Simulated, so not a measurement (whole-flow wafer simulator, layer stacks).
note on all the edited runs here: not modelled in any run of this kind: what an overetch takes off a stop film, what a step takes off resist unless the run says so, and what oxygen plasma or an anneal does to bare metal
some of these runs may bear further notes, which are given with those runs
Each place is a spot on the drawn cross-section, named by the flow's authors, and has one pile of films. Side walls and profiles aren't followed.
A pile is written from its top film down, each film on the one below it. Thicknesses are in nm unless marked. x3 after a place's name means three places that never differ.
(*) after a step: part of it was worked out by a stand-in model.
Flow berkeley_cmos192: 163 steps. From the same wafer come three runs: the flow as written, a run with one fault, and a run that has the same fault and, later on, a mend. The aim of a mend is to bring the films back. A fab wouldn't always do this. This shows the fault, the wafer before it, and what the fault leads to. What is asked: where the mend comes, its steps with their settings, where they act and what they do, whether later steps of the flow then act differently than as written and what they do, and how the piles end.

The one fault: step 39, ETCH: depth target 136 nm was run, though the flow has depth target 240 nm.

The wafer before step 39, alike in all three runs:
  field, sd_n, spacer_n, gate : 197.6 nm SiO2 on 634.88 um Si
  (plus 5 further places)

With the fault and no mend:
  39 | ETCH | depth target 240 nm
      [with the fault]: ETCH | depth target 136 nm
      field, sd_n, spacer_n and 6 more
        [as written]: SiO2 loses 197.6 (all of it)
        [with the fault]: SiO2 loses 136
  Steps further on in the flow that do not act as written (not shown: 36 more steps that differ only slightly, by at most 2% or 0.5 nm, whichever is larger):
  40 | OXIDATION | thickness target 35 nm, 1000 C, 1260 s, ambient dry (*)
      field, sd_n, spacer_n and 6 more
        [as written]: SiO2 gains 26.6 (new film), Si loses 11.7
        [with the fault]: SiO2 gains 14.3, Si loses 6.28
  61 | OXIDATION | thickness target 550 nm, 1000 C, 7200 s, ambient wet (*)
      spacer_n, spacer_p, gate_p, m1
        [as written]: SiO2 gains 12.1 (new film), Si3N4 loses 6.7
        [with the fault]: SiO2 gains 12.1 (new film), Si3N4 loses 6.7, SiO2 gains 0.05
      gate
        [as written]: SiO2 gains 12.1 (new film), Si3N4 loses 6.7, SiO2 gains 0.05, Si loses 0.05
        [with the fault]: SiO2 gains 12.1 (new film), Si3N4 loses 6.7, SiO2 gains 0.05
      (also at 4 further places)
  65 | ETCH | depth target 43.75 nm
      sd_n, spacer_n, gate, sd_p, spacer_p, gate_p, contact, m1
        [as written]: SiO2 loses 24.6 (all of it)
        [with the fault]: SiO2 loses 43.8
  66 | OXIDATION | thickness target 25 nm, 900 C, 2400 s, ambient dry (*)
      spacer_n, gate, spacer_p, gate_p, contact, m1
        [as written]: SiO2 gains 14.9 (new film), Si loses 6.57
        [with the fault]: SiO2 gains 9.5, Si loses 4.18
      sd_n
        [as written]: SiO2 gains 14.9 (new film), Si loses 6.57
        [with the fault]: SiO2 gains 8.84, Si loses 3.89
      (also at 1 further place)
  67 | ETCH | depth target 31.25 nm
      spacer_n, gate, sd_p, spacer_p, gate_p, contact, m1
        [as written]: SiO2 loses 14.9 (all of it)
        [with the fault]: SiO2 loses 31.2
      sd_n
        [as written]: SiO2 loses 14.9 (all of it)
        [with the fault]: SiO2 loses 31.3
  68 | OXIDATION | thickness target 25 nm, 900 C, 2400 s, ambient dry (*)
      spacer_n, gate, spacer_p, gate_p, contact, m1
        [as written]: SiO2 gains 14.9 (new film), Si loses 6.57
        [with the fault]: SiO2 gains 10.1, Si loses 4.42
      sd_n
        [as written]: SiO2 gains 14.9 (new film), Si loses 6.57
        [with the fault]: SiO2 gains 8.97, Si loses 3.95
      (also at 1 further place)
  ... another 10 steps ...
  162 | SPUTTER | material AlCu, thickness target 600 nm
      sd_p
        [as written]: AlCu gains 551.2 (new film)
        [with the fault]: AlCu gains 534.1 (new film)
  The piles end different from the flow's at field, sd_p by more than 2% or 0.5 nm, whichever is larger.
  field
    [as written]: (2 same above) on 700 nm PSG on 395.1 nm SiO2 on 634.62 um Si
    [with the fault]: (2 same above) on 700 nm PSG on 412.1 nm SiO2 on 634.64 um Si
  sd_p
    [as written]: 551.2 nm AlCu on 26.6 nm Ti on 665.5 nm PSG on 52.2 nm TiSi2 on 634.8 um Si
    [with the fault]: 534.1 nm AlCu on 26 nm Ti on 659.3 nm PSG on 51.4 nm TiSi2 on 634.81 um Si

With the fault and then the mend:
  After step 39 comes the mend.
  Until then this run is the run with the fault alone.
  39a | ETCH | depth target 104 nm (the flow's step 39, run once more with other settings)
      field, sd_n, spacer_n and 6 more
        SiO2 loses 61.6 (all of it)
  None of the later steps of the flow acts differently than as written at any place that is followed.
  By the end, the piles equal the flow's at every place that both follow.
